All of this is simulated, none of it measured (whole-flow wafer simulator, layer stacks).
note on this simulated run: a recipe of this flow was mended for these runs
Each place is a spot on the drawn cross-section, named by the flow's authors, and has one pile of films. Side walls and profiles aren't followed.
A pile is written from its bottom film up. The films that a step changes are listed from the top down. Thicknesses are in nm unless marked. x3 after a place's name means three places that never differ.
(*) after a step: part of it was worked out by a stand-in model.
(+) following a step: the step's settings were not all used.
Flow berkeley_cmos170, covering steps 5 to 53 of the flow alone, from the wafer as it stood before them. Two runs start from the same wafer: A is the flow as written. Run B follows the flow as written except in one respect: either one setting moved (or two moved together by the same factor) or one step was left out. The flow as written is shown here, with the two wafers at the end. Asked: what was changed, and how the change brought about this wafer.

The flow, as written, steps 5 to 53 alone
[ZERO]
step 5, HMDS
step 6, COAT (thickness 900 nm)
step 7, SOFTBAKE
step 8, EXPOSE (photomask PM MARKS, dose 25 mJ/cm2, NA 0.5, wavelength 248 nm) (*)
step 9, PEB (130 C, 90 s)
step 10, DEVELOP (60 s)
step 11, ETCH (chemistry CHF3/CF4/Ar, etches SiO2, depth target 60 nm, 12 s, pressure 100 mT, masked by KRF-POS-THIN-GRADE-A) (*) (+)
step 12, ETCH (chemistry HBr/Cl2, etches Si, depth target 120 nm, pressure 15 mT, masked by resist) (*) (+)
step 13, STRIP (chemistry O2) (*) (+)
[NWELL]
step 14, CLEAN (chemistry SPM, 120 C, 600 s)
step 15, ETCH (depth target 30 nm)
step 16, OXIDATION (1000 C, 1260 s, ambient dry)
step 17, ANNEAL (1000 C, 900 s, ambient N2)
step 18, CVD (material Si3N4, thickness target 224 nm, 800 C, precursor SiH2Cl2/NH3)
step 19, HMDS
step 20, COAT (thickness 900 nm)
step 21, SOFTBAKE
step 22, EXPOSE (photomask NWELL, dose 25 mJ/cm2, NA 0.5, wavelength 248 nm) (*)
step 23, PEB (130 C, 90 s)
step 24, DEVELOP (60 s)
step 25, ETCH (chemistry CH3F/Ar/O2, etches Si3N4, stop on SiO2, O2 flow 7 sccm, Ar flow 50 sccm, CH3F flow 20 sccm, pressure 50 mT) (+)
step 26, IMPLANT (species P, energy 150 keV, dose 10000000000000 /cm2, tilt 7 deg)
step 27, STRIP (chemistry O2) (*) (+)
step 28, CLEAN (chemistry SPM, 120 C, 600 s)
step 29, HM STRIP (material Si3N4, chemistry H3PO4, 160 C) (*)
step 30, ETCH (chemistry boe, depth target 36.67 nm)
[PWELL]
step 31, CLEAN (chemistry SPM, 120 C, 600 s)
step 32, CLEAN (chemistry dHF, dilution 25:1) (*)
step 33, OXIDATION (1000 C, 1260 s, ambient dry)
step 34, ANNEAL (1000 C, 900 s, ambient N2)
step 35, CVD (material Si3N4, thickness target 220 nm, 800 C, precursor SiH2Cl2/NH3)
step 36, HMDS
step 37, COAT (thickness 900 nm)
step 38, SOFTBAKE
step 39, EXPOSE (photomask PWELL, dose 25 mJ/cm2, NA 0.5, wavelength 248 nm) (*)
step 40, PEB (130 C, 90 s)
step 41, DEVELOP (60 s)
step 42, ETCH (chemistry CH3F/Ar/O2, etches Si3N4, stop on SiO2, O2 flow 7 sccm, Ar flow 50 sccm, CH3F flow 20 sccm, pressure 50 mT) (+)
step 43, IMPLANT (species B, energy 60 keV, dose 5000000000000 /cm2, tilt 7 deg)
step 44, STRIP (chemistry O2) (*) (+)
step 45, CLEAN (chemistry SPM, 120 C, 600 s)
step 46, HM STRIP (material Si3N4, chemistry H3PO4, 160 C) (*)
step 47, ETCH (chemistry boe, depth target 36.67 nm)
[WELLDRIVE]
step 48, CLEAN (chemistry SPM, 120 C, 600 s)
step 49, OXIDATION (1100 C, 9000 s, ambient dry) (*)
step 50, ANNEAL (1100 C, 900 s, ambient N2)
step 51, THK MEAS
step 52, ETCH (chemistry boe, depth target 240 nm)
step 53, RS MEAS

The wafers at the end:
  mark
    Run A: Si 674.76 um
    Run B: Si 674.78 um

What caused this: step 12, ETCH: depth target 94 nm was run, while the flow as written has depth target 120 nm.

How this came from the change, step by step:
  step 12, ETCH (chemistry HBr/Cl2, etches Si, depth target 120 nm, pressure 15 mT, masked by resist) (*) (+)
      field x9, sd_p x3: A -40 KrF-resist | B -31.3 KrF-resist
      mark: A -120 Si | B -94 Si
